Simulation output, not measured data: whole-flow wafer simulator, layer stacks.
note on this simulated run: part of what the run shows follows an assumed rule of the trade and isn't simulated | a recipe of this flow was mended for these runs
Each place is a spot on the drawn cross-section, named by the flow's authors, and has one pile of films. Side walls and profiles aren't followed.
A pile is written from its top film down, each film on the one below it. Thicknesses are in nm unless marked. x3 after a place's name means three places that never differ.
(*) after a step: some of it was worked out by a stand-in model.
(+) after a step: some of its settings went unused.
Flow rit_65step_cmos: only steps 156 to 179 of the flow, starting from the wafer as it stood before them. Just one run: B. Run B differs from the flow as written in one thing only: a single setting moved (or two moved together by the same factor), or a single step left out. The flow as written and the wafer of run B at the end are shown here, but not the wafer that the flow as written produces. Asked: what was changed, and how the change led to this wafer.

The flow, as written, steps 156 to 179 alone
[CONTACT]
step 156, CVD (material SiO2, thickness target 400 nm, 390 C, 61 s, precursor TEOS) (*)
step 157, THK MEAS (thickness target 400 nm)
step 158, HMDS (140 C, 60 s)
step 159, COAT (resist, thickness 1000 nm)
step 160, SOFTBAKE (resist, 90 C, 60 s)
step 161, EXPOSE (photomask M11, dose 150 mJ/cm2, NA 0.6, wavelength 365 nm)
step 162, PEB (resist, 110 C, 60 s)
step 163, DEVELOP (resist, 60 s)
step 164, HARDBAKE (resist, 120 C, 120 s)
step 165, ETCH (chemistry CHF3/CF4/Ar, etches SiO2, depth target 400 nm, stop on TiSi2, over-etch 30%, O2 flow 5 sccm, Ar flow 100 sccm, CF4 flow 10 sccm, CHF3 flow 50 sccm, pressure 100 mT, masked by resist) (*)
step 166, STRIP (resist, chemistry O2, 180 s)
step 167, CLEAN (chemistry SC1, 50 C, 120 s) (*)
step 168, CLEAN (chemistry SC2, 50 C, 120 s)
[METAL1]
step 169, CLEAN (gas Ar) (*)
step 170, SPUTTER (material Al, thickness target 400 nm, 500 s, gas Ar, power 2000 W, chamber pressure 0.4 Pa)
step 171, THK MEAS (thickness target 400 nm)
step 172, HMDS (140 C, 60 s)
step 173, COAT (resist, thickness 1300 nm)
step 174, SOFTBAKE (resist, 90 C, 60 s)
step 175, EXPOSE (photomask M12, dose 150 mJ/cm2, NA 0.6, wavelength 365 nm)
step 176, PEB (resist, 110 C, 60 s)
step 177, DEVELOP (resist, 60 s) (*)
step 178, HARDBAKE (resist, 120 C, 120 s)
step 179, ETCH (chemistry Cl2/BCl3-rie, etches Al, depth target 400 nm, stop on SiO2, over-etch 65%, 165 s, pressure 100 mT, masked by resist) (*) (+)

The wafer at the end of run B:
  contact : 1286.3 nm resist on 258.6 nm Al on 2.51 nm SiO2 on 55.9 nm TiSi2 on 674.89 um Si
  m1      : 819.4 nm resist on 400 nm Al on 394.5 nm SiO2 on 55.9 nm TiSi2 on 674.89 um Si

What caused this: step 165, ETCH: depth target 301.5 nm was run, though the flow has depth target 400 nm.

Step by step, how the change led to this:
  step 165, ETCH (chemistry CHF3/CF4/Ar, etches SiO2, depth target 400 nm, stop on TiSi2, over-etch 30%, O2 flow 5 sccm, Ar flow 100 sccm, CF4 flow 10 sccm, CHF3 flow 50 sccm, pressure 100 mT, masked by resist) (*)
      contact: SiO2 loses 391.9 (as written it would have been: SiO2 loses 400 (all of it), TiSi2 loses 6)
      field, field_pw, field_nw and 10 more: resist loses 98 (as written it would have been: resist loses 130)
  step 166, STRIP (resist, chemistry O2, 180 s)
      active_n, active_p: resist loses 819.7 (all of it) (as written it would have been: resist loses 787.7 (all of it))
      field: resist loses 879 (all of it) (as written it would have been: resist loses 847 (all of it))
      (and at 10 other places as well)
  step 169, CLEAN (gas Ar) (*)
      contact: SiO2 loses 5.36 (as written it would have been: TiSi2 loses 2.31)
